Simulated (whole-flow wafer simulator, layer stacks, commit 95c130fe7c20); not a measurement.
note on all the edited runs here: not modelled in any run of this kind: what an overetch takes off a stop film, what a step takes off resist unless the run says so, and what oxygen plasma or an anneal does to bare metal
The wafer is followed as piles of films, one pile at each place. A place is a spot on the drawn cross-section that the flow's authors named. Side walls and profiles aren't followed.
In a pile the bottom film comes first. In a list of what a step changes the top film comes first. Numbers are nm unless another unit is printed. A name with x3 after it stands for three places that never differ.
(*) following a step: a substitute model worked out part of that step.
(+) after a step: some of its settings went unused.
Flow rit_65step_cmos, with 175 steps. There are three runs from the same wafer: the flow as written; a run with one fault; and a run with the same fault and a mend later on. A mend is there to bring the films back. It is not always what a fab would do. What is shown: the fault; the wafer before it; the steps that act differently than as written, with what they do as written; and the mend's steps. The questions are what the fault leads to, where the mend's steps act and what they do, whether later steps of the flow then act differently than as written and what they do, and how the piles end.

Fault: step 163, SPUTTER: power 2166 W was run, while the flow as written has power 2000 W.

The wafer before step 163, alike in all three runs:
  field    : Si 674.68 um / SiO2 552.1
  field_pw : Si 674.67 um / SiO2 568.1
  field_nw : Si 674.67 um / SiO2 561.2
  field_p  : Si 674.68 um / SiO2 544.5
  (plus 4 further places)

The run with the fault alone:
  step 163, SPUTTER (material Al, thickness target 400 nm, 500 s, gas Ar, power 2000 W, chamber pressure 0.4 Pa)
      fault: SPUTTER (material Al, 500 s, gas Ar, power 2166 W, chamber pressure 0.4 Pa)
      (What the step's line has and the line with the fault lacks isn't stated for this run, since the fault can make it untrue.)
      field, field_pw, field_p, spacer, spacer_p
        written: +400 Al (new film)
        fault: +433.2 Al (new film)
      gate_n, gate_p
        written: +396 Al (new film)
        fault: +428 Al (new film)
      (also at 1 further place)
  Later steps of the flow acting differently than as written (not shown: 3 more steps that differ only slightly, by at most 2% or 0.5 nm, whichever is larger):
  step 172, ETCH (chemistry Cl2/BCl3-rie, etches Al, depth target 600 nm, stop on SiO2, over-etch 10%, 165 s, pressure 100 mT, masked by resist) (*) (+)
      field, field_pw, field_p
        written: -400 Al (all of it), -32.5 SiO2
        fault: -433.2 Al (all of it), -28.4 SiO2
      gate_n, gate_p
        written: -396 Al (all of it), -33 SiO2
        fault: -428 Al (all of it), -29 SiO2
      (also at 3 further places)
  At the end the piles are close to the flow's at the places that both follow, differing by at most 2% or 0.5 nm, whichever is larger.

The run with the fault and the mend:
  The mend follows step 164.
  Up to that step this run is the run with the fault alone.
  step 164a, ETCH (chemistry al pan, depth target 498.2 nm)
      field, field_pw, field_nw, field_p, spacer, spacer_p
        -433.2 Al (all of it)
      gate_n, gate_p
        -428 Al (all of it)
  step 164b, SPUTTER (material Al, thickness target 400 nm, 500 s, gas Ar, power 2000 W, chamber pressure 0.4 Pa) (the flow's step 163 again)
      field, field_pw, field_p, spacer, spacer_p
        +400 Al (new film)
      gate_n, gate_p
        +396 Al (new film)
      field_nw
        +397.2 Al (new film)
  Every later step of the flow that is run acts as written at every place that is followed.
  By the end, the piles equal the flow's at every place that both follow.
